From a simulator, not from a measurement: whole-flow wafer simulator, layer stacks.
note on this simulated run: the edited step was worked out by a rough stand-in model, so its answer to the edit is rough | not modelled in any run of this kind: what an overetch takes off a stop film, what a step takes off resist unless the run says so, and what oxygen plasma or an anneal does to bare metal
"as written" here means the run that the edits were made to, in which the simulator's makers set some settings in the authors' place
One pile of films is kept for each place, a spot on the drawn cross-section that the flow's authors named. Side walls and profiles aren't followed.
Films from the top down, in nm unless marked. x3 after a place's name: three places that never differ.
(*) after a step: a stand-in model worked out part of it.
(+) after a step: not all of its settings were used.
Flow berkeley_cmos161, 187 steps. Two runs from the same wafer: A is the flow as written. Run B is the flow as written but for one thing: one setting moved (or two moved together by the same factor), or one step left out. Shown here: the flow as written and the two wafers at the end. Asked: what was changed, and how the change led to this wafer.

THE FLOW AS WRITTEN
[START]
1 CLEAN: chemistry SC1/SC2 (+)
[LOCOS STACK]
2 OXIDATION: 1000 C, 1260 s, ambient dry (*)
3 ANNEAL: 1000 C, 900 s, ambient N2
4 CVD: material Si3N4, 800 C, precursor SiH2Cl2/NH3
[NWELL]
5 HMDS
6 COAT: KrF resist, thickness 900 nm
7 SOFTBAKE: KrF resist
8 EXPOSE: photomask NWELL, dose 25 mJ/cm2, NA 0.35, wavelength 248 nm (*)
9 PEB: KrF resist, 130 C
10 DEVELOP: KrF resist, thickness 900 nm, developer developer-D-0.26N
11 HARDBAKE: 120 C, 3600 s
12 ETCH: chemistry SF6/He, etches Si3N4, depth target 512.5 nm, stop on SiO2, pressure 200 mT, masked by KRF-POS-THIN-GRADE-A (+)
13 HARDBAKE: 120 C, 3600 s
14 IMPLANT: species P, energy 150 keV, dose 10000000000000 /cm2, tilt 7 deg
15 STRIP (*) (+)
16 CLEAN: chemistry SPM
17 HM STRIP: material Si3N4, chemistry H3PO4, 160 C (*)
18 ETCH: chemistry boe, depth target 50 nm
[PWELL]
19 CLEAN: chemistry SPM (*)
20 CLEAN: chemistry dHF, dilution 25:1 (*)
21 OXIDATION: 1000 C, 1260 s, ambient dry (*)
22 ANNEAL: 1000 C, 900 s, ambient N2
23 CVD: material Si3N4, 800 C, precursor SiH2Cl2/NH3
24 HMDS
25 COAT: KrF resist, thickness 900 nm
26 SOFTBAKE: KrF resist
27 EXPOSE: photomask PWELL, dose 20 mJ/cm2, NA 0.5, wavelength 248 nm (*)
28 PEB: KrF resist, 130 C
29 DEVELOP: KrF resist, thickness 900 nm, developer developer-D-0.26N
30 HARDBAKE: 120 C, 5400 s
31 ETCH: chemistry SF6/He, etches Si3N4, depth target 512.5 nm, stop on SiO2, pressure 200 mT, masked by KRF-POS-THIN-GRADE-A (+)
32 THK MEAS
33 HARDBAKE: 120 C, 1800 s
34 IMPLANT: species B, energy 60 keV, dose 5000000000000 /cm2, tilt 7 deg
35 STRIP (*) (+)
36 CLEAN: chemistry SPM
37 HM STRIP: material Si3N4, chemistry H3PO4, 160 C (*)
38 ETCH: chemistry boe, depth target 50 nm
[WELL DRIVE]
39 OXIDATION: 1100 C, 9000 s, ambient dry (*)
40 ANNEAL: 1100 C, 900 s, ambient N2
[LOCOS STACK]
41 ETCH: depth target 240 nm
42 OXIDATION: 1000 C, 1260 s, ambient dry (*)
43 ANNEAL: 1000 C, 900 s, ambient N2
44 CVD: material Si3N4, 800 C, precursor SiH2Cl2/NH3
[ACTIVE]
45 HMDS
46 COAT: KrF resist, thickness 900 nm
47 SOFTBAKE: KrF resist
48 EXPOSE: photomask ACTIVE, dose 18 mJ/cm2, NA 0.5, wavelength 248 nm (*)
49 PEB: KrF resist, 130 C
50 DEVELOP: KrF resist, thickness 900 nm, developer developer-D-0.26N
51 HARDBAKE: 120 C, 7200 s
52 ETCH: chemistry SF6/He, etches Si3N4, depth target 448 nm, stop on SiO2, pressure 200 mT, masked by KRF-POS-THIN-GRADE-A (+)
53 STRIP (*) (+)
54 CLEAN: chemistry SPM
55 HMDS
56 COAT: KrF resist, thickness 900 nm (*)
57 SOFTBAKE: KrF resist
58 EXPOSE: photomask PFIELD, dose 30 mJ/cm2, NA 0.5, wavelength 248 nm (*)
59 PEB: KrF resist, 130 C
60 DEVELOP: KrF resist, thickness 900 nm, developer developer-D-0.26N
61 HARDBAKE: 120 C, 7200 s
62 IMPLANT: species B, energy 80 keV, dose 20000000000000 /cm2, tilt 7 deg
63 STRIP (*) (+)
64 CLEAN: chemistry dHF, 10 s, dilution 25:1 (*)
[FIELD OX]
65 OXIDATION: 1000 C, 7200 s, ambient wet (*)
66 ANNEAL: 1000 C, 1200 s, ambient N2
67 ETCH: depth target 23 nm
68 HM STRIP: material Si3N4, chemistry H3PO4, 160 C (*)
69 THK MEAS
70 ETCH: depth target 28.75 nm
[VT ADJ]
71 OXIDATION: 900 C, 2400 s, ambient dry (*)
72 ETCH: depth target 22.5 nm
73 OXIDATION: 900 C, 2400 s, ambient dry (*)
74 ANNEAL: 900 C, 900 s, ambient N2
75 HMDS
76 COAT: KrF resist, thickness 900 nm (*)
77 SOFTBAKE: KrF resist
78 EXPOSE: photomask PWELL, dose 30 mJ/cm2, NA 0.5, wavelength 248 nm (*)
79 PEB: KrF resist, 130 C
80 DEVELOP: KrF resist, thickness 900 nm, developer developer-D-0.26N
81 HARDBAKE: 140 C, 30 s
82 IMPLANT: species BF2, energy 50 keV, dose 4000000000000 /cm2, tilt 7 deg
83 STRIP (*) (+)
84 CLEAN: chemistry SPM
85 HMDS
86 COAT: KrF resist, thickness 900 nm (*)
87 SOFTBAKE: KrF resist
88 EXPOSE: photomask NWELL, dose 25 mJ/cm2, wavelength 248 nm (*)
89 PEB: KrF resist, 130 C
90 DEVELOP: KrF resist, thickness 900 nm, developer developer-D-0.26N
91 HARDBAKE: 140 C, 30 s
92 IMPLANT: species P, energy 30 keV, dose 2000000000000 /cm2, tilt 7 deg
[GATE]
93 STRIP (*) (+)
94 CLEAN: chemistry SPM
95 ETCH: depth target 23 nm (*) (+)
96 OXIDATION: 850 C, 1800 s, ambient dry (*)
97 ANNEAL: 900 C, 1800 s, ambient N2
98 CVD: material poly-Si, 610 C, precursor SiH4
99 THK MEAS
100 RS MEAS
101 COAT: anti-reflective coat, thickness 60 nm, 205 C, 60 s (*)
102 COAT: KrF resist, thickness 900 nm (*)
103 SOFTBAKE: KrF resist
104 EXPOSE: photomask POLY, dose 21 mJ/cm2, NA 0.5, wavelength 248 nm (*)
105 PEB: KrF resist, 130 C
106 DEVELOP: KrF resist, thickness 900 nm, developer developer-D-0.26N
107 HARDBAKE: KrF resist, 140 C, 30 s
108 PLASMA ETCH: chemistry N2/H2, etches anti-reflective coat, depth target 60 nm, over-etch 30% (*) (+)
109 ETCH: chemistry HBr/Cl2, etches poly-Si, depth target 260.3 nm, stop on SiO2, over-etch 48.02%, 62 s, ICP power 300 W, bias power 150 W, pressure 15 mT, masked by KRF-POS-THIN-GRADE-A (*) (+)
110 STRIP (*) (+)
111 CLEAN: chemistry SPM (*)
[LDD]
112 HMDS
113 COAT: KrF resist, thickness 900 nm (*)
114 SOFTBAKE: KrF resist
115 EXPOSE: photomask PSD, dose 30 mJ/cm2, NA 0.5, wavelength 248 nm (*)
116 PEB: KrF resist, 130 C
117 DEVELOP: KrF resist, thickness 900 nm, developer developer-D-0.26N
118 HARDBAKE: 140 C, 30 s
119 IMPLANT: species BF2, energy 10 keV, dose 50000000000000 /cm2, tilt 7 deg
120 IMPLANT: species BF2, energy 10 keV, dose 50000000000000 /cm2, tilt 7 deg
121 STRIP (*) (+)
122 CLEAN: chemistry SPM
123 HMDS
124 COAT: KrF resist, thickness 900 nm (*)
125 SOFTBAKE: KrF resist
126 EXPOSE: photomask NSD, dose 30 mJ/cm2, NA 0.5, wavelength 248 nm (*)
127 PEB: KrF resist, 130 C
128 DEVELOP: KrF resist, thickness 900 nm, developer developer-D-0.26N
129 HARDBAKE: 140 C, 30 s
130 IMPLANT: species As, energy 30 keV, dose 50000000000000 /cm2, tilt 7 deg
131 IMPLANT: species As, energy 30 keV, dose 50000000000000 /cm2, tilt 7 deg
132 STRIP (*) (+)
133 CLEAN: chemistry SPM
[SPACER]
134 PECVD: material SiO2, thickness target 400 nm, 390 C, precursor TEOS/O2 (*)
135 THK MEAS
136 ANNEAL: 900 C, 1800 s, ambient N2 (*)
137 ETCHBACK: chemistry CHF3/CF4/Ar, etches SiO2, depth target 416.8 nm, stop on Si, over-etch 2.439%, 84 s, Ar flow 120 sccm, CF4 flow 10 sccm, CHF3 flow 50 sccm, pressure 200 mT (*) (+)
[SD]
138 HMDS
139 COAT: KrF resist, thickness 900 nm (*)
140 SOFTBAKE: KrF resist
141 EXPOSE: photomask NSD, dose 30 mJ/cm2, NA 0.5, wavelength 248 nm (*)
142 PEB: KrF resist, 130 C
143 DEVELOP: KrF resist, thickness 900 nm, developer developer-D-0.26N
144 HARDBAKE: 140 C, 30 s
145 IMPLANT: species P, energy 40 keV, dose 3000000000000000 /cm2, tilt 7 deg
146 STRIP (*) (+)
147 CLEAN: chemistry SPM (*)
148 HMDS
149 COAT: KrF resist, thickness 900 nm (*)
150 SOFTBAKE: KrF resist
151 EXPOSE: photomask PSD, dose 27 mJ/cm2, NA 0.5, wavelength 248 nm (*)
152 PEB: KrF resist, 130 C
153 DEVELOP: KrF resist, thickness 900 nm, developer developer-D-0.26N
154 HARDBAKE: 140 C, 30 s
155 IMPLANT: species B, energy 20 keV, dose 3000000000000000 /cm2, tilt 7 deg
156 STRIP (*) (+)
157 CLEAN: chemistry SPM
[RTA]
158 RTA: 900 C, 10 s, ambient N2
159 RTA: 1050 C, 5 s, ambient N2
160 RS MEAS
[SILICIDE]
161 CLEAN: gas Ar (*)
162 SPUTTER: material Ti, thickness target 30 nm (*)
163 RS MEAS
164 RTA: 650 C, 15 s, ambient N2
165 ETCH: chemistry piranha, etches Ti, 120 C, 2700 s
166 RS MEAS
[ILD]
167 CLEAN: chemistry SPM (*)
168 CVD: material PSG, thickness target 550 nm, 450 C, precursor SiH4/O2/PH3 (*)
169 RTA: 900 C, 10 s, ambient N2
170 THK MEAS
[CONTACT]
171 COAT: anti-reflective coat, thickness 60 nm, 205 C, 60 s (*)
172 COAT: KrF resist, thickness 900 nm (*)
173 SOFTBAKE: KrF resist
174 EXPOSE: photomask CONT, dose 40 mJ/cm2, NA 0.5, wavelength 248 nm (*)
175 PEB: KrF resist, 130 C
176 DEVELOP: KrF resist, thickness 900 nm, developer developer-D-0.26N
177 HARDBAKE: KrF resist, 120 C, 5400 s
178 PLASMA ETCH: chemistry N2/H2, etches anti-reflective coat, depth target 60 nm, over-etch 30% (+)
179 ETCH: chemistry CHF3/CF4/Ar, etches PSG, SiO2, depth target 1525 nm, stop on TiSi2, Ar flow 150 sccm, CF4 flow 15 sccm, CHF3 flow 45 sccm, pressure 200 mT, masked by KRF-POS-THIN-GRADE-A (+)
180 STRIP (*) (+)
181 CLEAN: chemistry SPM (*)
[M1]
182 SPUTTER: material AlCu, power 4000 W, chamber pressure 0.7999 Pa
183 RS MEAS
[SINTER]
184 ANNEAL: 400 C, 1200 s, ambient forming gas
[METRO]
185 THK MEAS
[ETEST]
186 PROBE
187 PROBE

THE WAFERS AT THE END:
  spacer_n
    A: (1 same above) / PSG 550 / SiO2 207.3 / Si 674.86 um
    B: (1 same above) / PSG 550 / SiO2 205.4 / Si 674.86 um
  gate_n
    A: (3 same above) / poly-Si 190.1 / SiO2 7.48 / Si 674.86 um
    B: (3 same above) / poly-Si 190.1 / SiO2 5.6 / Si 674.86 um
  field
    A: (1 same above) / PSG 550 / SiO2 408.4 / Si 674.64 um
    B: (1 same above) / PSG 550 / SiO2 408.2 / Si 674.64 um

The cause: step 96, OXIDATION: 1080 s was run, where the flow has 1800 s.

How the change led to this, step by step:
  96 OXIDATION: 850 C, 1800 s, ambient dry (*)
      sd_n, spacer_n, gate_n, sd_p, spacer_p, gate_p, contact, m1: A SiO2 +7.48 (new film), Si -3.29 | B SiO2 +5.6 (new film), Si -2.47
